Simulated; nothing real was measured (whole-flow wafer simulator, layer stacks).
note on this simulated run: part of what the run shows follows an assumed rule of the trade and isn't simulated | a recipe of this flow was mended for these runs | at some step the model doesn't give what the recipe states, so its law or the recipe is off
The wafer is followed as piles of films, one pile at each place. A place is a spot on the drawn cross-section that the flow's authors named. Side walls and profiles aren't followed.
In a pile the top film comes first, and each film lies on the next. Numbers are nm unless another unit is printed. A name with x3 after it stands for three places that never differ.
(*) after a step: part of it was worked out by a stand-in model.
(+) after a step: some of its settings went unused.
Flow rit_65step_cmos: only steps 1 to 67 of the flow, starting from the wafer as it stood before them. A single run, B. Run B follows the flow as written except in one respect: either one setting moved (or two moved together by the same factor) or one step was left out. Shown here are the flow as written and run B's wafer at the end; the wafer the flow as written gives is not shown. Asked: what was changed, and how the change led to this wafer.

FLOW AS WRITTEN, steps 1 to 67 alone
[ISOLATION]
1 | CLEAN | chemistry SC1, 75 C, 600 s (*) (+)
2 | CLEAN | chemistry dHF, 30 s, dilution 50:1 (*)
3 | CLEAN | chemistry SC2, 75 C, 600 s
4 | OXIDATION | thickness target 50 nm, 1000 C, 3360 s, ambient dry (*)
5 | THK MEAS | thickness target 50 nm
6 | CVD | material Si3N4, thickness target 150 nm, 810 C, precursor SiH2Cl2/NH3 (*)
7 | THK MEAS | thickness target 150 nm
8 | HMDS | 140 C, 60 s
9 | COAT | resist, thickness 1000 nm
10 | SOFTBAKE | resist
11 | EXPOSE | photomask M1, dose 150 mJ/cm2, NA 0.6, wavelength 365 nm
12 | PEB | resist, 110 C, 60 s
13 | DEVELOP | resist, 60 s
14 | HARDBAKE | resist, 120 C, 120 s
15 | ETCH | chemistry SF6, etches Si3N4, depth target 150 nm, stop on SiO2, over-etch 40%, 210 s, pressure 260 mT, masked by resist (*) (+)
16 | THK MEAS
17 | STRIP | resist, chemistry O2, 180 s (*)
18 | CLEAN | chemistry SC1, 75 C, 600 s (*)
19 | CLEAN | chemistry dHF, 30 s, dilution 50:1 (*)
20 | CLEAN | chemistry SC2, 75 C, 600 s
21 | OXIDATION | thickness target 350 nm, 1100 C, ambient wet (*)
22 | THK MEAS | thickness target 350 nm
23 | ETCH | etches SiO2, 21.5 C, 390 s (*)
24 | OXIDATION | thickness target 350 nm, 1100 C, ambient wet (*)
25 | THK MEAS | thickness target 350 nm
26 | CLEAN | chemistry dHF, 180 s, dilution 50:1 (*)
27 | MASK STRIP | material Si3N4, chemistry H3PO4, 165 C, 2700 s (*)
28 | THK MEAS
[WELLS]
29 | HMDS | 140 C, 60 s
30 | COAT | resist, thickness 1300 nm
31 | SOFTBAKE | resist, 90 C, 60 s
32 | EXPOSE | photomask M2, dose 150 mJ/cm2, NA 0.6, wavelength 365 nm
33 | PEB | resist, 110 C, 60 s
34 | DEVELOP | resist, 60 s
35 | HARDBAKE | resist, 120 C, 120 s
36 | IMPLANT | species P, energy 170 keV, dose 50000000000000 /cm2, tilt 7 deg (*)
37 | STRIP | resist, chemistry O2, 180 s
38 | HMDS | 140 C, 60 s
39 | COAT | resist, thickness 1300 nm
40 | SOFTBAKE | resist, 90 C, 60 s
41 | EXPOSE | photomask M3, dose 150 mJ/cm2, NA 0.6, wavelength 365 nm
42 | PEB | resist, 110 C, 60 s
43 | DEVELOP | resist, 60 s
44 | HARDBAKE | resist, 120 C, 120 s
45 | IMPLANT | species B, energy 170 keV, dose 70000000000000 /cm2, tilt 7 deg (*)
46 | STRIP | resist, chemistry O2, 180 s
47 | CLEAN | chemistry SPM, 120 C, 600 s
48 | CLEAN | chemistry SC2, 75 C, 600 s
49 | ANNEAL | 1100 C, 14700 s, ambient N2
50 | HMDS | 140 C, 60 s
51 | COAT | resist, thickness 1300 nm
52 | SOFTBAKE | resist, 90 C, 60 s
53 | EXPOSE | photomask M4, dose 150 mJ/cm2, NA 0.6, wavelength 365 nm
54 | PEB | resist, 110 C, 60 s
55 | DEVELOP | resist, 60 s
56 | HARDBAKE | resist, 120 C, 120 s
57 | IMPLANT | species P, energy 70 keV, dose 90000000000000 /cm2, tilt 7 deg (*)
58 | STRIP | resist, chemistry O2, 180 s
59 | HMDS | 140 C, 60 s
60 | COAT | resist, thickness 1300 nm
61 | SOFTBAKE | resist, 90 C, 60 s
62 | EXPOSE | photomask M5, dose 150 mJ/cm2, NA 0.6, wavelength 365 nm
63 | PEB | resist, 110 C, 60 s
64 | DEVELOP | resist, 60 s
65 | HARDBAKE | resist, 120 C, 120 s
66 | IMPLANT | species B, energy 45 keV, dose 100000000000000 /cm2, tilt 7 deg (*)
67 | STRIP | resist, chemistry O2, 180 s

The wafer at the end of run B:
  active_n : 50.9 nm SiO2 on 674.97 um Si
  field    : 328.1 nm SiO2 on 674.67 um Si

What caused this: step 27, MASK STRIP: 1316 s was run, though the flow has 2700 s.

How this came from the change, step by step:
  27 | MASK STRIP | material Si3N4, chemistry H3PO4, 165 C, 2700 s (*)
      active_n, active_p, gate_n and 7 more: Si3N4 loses 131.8 (all of it), SiO2 loses 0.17 (it would be, as written: Si3N4 loses 131.8 (all of it), SiO2 loses 5.64)
      field, field_pw, field_nw, field_p: SiO2 loses 5.2 (it would be, as written: SiO2 loses 10.7)
